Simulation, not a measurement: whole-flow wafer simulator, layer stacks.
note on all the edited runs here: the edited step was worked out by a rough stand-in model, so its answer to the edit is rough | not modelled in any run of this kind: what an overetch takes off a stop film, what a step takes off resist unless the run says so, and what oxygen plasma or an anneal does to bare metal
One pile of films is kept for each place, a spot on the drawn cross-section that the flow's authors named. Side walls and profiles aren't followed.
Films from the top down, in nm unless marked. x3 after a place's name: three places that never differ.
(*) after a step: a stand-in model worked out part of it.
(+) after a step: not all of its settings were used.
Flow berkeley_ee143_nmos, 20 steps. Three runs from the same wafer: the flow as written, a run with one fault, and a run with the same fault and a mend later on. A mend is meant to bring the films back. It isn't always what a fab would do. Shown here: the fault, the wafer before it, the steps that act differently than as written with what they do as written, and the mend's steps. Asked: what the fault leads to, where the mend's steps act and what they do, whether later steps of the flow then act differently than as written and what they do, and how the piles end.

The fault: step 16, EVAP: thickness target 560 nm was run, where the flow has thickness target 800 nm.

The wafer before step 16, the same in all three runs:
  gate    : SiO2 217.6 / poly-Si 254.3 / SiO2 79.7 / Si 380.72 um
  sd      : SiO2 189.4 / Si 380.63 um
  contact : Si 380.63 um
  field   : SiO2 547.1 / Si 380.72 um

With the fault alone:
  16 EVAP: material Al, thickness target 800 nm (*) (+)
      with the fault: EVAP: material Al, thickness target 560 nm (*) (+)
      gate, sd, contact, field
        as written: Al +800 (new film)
        with the fault: Al +560 (new film)
  Later steps of the flow that act differently than as written:
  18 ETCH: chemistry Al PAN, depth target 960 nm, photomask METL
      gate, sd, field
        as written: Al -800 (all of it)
        with the fault: Al -560 (all of it)
  At the end the piles differ from the flow's by more than 2% or 0.5 nm, whichever is larger, at contact.
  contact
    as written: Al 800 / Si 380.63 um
    with the fault: Al 560 / Si 380.63 um

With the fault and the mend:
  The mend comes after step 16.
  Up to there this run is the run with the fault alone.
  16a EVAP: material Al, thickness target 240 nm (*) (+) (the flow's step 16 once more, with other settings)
      gate, sd, contact, field
        Al +240
  No later step of the flow acts differently than as written at any place that is followed.
  At the end the piles are the same as the flow's at every place that both follow.
